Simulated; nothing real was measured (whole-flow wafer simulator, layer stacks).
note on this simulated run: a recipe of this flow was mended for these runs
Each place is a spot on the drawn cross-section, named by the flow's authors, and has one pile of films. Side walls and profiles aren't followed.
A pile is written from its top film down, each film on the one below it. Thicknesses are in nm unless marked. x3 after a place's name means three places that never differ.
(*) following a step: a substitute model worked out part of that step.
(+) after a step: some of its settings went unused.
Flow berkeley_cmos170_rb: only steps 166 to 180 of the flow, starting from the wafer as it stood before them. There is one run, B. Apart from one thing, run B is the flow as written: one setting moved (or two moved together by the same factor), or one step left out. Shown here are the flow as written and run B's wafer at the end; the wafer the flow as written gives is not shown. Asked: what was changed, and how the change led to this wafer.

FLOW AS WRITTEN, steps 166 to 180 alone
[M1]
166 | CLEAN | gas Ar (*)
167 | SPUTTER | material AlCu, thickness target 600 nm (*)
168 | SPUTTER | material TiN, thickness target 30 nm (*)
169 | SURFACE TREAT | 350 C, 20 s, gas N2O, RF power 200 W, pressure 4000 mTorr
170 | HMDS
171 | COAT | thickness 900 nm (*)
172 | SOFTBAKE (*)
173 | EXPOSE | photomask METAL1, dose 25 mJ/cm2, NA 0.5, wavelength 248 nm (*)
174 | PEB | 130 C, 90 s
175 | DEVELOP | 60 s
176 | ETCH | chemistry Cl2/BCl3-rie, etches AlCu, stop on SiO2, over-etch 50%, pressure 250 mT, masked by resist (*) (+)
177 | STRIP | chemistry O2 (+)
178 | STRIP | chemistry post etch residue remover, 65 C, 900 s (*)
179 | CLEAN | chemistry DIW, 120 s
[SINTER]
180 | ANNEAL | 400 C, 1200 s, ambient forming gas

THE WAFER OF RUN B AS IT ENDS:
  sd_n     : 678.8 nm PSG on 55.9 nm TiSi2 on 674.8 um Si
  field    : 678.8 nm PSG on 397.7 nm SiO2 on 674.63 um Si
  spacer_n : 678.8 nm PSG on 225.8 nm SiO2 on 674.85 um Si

The reason: step 176, ETCH: over-etch 20% was run, whereas the flow has over-etch 50%.

How this came from the change, step by step:
  176 | ETCH | chemistry Cl2/BCl3-rie, etches AlCu, stop on SiO2, over-etch 50%, pressure 250 mT, masked by resist (*) (+)
      field, sd_n, spacer_n, gate, spacer_p, gate_p: TiN loses 30 (all of it), AlCu loses 600 (all of it), PSG loses 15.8 (it would be, as written: TiN loses 30 (all of it), AlCu loses 600 (all of it), PSG loses 39.4)
      contact, m1: KrF-resist loses 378 (it would be, as written: KrF-resist loses 472.5)
      (as well as at 1 more place)
  177 | STRIP | chemistry O2 (+)
      contact: KrF-resist loses 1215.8 (all of it) (it would be, as written: KrF-resist loses 1121.3 (all of it))
      m1: KrF-resist loses 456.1 (all of it) (it would be, as written: KrF-resist loses 361.6 (all of it))
